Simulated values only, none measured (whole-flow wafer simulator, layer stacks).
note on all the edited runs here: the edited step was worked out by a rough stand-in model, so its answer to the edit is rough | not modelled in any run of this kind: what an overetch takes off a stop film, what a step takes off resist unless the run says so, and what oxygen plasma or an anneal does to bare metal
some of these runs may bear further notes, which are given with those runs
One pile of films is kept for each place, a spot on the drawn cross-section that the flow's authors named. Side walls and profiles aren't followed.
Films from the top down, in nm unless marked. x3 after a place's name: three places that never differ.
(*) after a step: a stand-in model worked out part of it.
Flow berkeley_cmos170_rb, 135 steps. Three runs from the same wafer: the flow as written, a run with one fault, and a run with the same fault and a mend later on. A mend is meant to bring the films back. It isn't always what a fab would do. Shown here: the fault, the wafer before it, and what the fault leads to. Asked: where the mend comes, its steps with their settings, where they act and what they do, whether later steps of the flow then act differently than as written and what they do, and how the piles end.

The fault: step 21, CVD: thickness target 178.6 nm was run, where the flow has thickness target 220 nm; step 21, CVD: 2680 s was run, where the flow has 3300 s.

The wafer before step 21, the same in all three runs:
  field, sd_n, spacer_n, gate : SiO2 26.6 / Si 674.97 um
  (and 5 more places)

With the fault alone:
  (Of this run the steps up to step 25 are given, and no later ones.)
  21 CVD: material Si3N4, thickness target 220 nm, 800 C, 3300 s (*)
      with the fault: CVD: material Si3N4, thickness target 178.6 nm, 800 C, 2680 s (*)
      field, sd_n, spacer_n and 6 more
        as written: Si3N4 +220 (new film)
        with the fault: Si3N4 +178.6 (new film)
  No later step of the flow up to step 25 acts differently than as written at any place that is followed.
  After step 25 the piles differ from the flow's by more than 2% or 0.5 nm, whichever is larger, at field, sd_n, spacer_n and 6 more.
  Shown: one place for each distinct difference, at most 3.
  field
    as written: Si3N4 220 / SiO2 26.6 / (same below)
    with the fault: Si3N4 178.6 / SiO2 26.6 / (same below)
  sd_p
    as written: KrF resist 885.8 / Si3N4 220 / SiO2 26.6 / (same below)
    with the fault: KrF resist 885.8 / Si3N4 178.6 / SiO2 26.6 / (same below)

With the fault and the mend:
  The mend comes after step 21.
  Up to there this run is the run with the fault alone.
  21a ETCH: chemistry h3po4, depth target 205.8 nm (the flow's step 16 once more, with other settings)
      field, sd_n, spacer_n and 6 more
        Si3N4 -178.6 (all of it)
  21b CLEAN (*) (the flow's step 18 once more)
      changes no film at any place that is followed
  21c CVD: material Si3N4, thickness target 220 nm, 800 C, 3300 s (*) (the flow's step 21 once more)
      field, sd_n, spacer_n and 6 more
        Si3N4 +220 (new film)
  No later step of the flow acts differently than as written at any place that is followed.
  At the end the piles are the same as the flow's at every place that both follow.
